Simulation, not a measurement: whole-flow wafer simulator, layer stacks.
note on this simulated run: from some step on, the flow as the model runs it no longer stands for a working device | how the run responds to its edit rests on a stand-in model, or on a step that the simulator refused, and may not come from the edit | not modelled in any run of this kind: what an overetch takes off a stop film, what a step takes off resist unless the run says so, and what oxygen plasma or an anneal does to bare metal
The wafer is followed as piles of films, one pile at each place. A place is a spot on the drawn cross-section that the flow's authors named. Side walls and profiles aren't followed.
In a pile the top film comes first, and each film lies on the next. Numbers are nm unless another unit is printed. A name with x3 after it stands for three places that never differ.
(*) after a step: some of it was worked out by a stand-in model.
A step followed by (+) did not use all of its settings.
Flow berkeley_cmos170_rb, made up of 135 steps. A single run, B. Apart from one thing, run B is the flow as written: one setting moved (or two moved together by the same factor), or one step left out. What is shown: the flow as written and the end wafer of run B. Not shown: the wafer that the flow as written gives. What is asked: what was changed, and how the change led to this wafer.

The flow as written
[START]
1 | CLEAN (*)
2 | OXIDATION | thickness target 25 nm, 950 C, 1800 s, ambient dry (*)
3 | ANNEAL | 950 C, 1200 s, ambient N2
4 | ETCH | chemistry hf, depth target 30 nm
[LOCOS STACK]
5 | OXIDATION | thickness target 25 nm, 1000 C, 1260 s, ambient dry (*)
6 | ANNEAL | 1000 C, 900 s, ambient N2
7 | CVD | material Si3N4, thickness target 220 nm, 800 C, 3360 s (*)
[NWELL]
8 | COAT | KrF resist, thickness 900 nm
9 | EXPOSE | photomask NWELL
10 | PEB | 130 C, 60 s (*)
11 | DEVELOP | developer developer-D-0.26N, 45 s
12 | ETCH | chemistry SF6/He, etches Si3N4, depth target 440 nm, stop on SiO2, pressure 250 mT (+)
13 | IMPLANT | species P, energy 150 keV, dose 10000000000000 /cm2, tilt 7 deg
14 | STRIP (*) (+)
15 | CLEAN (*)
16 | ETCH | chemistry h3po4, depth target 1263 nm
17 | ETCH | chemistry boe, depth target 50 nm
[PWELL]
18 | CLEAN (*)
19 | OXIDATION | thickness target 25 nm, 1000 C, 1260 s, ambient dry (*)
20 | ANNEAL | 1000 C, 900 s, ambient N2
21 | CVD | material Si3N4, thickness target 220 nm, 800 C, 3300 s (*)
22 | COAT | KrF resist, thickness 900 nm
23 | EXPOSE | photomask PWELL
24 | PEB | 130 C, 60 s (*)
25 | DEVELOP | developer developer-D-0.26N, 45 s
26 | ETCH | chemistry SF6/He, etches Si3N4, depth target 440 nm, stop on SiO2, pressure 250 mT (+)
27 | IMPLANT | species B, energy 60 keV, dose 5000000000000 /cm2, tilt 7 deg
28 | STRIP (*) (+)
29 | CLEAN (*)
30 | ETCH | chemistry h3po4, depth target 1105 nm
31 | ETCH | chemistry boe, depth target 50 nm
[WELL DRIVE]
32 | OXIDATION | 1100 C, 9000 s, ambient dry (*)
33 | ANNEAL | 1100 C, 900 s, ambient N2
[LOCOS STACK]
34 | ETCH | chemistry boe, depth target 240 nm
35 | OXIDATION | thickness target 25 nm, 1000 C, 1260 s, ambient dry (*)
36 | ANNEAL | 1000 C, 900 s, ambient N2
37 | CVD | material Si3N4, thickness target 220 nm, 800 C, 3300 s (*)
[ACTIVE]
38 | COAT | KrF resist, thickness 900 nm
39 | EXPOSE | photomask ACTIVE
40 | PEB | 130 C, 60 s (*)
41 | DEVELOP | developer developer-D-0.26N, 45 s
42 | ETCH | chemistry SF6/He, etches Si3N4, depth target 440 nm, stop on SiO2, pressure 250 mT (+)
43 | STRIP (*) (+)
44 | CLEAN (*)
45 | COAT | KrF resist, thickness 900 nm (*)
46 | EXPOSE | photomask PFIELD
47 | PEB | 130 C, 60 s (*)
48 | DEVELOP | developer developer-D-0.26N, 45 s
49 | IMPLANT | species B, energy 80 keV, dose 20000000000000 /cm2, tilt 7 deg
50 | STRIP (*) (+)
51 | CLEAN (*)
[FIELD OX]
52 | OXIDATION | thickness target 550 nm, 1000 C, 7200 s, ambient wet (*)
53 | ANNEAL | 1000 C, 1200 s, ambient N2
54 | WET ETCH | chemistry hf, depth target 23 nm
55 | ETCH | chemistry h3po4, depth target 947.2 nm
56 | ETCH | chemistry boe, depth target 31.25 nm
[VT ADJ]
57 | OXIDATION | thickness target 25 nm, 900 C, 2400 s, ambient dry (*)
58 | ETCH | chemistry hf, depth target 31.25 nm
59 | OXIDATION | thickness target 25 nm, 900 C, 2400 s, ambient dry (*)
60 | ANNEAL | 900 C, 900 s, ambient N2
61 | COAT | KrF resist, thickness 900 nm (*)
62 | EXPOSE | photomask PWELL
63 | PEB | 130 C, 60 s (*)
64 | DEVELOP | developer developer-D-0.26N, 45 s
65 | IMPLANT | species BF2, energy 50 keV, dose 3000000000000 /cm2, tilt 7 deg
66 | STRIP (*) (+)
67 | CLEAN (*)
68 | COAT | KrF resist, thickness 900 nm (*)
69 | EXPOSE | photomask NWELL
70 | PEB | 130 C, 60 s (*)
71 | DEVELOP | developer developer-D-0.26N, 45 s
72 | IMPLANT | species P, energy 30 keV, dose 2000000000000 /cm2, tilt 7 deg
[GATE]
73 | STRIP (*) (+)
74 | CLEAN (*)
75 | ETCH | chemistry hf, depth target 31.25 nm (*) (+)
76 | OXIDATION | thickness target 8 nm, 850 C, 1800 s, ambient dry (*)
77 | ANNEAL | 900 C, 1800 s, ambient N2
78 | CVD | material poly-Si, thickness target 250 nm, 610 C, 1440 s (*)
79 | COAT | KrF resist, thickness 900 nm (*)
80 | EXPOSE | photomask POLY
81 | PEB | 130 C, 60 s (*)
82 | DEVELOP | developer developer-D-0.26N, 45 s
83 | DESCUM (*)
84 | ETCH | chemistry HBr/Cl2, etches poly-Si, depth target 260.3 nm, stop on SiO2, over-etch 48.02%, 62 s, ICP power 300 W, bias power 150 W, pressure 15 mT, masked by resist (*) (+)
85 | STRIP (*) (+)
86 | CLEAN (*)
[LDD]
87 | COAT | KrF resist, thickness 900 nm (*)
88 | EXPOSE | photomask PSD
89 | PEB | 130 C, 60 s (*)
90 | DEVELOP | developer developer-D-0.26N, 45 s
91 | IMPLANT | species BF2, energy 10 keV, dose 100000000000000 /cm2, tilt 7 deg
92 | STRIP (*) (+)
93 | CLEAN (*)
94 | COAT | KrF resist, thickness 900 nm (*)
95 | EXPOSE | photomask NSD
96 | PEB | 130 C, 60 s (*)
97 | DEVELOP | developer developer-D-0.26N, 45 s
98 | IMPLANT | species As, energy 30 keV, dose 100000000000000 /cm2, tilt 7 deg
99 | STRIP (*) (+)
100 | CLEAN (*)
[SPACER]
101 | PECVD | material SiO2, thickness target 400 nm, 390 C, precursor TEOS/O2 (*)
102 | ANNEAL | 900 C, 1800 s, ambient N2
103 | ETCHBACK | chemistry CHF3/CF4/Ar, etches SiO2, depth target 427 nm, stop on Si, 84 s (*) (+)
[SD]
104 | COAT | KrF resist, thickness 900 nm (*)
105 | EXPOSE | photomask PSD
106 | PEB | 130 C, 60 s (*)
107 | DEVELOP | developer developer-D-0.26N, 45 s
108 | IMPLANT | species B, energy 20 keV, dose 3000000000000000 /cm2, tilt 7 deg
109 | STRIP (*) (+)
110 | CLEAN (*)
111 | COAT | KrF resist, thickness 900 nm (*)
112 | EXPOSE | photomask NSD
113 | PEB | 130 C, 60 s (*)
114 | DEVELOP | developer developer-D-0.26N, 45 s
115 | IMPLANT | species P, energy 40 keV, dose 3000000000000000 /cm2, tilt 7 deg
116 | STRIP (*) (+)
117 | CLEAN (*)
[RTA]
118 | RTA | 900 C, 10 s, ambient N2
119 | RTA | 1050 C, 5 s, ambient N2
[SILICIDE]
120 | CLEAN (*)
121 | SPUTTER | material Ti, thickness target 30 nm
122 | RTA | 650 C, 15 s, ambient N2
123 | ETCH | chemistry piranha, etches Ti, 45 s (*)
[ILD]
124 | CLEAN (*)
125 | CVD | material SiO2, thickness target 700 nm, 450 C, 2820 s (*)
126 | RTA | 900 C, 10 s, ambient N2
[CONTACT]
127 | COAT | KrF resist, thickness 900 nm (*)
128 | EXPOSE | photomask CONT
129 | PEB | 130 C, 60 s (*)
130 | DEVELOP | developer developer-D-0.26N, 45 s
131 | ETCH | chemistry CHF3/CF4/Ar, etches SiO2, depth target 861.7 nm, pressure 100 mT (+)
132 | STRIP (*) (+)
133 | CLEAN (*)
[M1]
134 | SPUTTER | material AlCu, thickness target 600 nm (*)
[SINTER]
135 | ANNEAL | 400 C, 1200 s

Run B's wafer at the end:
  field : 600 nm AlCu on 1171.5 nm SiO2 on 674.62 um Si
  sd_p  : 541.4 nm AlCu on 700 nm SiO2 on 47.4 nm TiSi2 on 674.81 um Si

The reason: step 58, ETCH: depth target 17.94 nm was run, whereas the flow has depth target 31.25 nm.

The path from the change to this, step by step:
  58 | ETCH | chemistry hf, depth target 31.25 nm
      field: SiO2 loses 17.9 (it would be, as written: SiO2 loses 31.2)
  121 | SPUTTER | material Ti, thickness target 30 nm
      sd_p: Ti gains 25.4 (new film) (it would be, as written: Ti gains 27.1 (new film))
  122 | RTA | 650 C, 15 s, ambient N2
      sd_p: Ti loses 19.8, TiSi2 C49 gains 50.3 (new film), Si loses 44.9 (it would be, as written: Ti loses 21.1, TiSi first gains 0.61 (new film), TiSi2 C49 gains 52.9 (new film), Si loses 47.6)
  126 | RTA | 900 C, 10 s, ambient N2
      sd_p: under 1 film: TiSi2 gains 47.4 (new film), TiSi2 C49 loses 50.3 (all of it) (it would be, as written: under 1 film: TiSi2 gains 50.7 (new film), TiSi first loses 0.61 (all of it), TiSi2 C49 loses 52.9 (all of it), Si loses 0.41)
